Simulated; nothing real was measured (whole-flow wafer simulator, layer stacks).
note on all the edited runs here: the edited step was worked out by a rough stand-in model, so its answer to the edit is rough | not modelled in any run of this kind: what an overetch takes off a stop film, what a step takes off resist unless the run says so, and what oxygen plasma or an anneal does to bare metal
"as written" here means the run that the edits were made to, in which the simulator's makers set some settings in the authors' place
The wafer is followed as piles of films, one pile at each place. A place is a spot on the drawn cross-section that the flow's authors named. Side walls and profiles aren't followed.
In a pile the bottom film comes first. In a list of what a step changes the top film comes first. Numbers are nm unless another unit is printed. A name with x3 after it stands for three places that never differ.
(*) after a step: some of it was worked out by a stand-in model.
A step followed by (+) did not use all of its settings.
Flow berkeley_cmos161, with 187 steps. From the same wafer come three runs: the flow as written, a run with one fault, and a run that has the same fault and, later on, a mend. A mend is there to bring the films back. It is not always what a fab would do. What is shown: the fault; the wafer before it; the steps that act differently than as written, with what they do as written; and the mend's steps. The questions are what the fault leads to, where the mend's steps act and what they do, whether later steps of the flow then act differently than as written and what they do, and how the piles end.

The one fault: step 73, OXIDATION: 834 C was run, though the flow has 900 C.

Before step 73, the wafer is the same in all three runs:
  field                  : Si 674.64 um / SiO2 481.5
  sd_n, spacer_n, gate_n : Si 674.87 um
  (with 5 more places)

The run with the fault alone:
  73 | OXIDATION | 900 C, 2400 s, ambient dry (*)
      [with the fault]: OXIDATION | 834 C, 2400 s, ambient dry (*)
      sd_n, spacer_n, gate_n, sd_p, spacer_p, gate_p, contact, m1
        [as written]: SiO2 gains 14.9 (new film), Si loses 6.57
        [with the fault]: SiO2 gains 7.51 (new film), Si loses 3.31
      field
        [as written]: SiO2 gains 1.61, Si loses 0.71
        [with the fault]: SiO2 gains 0.46, Si loses 0.2
  Steps further on in the flow that do not act as written (not shown: 44 more steps that differ only slightly, by at most 2% or 0.5 nm, whichever is larger):
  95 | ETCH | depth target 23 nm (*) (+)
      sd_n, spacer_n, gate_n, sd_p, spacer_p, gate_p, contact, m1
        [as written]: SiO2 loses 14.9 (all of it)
        [with the fault]: SiO2 loses 7.51 (all of it)
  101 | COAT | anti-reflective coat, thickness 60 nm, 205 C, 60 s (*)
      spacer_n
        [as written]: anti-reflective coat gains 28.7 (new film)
        [with the fault]: anti-reflective coat gains 29.5 (new film)
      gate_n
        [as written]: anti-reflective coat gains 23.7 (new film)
        [with the fault]: anti-reflective coat gains 24.4 (new film)
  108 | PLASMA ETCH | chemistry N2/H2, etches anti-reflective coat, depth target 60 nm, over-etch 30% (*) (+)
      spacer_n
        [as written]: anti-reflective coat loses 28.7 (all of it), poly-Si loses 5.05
        [with the fault]: anti-reflective coat loses 29.5 (all of it), poly-Si loses 4.94
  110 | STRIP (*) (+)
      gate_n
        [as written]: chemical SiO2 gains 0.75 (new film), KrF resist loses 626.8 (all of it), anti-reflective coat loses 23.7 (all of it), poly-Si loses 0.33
        [with the fault]: chemical SiO2 gains 0.75 (new film), KrF resist loses 624.4 (all of it), anti-reflective coat loses 24.4 (all of it), poly-Si loses 0.33
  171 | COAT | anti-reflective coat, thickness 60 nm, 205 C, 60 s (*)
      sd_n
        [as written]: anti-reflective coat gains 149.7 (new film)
        [with the fault]: anti-reflective coat gains 146.5 (new film)
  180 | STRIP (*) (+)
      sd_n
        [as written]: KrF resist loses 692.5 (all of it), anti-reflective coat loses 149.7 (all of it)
        [with the fault]: KrF resist loses 693 (all of it), anti-reflective coat loses 146.5 (all of it)
  When the end is reached, the piles differ only a little from the flow's at the places that both follow, at most by 2% or 0.5 nm, whichever is larger.

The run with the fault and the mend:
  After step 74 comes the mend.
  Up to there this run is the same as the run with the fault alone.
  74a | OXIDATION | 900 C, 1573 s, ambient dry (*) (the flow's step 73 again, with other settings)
      sd_n, spacer_n, gate_n, sd_p, spacer_p, gate_p, contact, m1
        SiO2 gains 7.38, Si loses 3.25
      field
        SiO2 gains 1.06, Si loses 0.46
  Every later step of the flow that is run acts as written, at every place that is followed, to within 2% or 0.5 nm, whichever is larger.
  When the end is reached, the piles differ only a little from the flow's at the places that both follow, at most by 2% or 0.5 nm, whichever is larger.
